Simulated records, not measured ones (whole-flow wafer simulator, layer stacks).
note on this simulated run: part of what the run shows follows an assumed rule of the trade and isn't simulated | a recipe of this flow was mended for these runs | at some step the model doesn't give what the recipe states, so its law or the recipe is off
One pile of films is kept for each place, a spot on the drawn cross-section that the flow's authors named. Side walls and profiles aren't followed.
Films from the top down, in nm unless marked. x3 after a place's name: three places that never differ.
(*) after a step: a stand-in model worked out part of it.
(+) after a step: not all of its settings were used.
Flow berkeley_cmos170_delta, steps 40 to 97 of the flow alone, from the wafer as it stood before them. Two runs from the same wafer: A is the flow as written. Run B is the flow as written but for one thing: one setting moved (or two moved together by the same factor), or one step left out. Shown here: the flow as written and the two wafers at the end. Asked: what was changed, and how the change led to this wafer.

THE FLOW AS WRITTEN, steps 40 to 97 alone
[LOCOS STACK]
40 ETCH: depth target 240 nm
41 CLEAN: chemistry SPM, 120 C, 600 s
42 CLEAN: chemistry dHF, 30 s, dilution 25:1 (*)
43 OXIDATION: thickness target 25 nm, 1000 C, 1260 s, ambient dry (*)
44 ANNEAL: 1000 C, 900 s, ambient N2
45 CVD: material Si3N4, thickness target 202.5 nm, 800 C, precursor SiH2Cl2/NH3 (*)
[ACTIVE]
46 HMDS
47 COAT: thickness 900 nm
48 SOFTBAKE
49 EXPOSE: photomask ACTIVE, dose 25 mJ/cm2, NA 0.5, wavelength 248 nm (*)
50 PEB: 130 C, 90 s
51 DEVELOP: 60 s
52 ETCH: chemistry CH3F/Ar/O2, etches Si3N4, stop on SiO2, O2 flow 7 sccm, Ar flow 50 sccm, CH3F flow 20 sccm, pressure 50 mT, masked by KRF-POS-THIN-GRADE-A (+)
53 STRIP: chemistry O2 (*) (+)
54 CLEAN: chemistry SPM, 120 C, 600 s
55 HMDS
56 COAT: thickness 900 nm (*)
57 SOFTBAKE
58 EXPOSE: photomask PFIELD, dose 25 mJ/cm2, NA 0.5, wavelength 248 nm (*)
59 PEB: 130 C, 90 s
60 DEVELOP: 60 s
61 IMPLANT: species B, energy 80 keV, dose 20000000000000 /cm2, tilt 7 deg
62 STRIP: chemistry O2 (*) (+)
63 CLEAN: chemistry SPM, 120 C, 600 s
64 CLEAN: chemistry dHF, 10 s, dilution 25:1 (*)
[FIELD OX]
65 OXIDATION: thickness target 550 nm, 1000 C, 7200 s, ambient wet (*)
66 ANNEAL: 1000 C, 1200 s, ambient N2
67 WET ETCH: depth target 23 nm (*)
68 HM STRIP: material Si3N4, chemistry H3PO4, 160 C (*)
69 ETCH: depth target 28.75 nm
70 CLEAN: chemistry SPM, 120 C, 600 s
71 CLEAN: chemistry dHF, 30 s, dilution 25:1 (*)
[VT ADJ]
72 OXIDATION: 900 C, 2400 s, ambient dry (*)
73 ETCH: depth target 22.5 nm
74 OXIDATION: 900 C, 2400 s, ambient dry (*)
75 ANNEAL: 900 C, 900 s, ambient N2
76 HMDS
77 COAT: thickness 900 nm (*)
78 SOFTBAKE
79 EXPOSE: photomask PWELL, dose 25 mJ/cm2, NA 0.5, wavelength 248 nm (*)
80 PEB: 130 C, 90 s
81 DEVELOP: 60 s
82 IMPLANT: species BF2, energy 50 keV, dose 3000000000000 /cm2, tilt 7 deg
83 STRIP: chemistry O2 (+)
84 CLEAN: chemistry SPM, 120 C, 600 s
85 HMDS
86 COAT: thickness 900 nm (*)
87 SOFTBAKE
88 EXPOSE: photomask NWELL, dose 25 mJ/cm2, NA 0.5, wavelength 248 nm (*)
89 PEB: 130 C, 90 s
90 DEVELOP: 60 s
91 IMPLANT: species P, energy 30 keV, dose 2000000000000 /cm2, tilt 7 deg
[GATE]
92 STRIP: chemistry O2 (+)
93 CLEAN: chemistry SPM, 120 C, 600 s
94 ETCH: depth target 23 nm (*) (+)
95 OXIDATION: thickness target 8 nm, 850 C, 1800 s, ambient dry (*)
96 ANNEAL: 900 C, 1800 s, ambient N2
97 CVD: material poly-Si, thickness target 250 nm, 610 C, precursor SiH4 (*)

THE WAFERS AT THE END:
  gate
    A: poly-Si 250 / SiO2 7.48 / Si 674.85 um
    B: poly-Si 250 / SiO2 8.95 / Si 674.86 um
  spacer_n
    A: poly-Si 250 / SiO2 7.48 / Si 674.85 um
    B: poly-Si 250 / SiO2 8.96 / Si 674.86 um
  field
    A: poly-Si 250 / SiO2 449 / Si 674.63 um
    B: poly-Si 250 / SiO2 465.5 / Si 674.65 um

The cause: step 40, ETCH: depth target 132 nm was run, where the flow has depth target 240 nm.

How the change led to this, step by step:
  40 ETCH: depth target 240 nm
      field, sd_n, spacer_n and 6 more: A SiO2 -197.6 (all of it) | B SiO2 -132
  41 CLEAN: chemistry SPM, 120 C, 600 s
      field, sd_n, spacer_n and 6 more: A chemical SiO2 +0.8 (new film), Si -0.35 | B nothing
  42 CLEAN: chemistry dHF, 30 s, dilution 25:1 (*)
      field, sd_n, spacer_n and 6 more: A chemical SiO2 -0.8 (all of it) | B SiO2 -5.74
  43 OXIDATION: thickness target 25 nm, 1000 C, 1260 s, ambient dry (*)
      field, sd_n, spacer_n and 6 more: A SiO2 +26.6 (new film), Si -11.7 | B SiO2 +14.4, Si -6.35
  65 OXIDATION: thickness target 550 nm, 1000 C, 7200 s, ambient wet (*)
      gate, gate_p, m1: A SiO2 +12.1 (new film), Si3N4 -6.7 | B SiO2 +12.1 (new film), Si3N4 -6.7, SiO2 +0.06
      spacer_n, spacer_p: A SiO2 +12.1 (new film), Si3N4 -6.7 | B SiO2 +12.1 (new film), Si3N4 -6.7, SiO2 +0.07
      (and at 4 more places)
  69 ETCH: depth target 28.75 nm
      spacer_n, gate, spacer_p, gate_p, m1: A SiO2 -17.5 (all of it) | B SiO2 -28.8
      sd_n, sd_p: A SiO2 -17.6 (all of it) | B SiO2 -28.7
      (and at 1 more place)
  70 CLEAN: chemistry SPM, 120 C, 600 s
      sd_n, spacer_n, gate, sd_p, spacer_p, gate_p, contact, m1: A chemical SiO2 +0.8 (new film), Si -0.35 | B nothing
  71 CLEAN: chemistry dHF, 30 s, dilution 25:1 (*)
      sd_n, spacer_n, gate, sd_p, spacer_p, gate_p, contact, m1: A chemical SiO2 -0.8 (all of it) | B SiO2 -5.74
  72 OXIDATION: 900 C, 2400 s, ambient dry (*)
      spacer_n, gate, spacer_p, gate_p, m1: A SiO2 +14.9 (new film), Si -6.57 | B SiO2 +9.43, Si -4.15
      sd_n: A SiO2 +14.9 (new film), Si -6.57 | B SiO2 +8.68, Si -3.82
      (and at 2 more places)
  73 ETCH: depth target 22.5 nm
      sd_n, spacer_n, gate, sd_p, spacer_p, gate_p, contact, m1: A SiO2 -14.9 (all of it) | B SiO2 -22.5
  74 OXIDATION: 900 C, 2400 s, ambient dry (*)
      spacer_n, gate, spacer_p, gate_p, contact, m1: A SiO2 +14.9 (new film), Si -6.57 | B SiO2 +8.68, Si -3.82
      sd_n: A SiO2 +14.9 (new film), Si -6.57 | B SiO2 +7.96, Si -3.5
      (and at 1 more place)
  94 ETCH: depth target 23 nm (*) (+)
      sd_n, spacer_n, gate, sd_p, spacer_p, gate_p, contact, m1: A SiO2 -14.9 (all of it) | B SiO2 -23
  95 OXIDATION: thickness target 8 nm, 850 C, 1800 s, ambient dry (*)
      spacer_n, gate, spacer_p, gate_p, contact, m1: A SiO2 +7.48 (new film), Si -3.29 | B SiO2 +5.48, Si -2.41
      sd_n: A SiO2 +7.48 (new film), Si -3.29 | B SiO2 +4.19, Si -1.84
      (and at 1 more place)
